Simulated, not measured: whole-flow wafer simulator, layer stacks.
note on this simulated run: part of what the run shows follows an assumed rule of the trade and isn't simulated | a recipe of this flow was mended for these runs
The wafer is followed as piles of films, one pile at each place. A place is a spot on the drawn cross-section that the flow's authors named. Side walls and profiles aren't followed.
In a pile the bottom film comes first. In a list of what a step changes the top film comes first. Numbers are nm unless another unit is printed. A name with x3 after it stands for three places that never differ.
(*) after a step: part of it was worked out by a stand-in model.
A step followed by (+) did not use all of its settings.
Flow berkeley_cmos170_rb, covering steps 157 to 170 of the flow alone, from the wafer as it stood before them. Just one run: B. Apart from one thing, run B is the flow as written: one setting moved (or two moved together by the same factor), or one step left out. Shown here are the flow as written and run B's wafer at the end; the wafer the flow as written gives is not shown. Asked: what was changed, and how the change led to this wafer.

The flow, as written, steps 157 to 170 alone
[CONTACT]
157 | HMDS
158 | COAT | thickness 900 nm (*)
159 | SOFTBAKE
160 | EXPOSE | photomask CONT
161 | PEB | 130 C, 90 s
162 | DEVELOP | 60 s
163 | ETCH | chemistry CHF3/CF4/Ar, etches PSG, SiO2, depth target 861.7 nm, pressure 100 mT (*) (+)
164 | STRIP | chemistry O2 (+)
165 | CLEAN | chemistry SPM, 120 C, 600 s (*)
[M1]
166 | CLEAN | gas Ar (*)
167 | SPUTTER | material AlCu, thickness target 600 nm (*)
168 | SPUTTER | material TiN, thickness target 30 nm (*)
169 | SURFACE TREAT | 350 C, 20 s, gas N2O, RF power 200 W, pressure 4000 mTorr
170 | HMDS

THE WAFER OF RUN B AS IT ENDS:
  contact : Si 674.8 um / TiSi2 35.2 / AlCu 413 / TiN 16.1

What caused this: step 163, ETCH: depth target 1068 nm was run, whereas the flow has depth target 861.7 nm.

How this came from the change, step by step:
  163 | ETCH | chemistry CHF3/CF4/Ar, etches PSG, SiO2, depth target 861.7 nm, pressure 100 mT (*) (+)
      field, sd_n, spacer_n, gate, sd_p, spacer_p, gate_p, m1: KrF-resist loses 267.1 (it would be, as written: KrF-resist loses 215.4)
      contact: PSG loses 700 (all of it), TiSi2 loses 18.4 (it would be, as written: PSG loses 700 (all of it), TiSi2 loses 8.08)
  164 | STRIP | chemistry O2 (+)
      field: KrF-resist loses 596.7 (all of it) (it would be, as written: KrF-resist loses 648.4 (all of it))
      sd_n: KrF-resist loses 720.8 (all of it) (it would be, as written: KrF-resist loses 772.5 (all of it))
      (and at 6 other places as well)
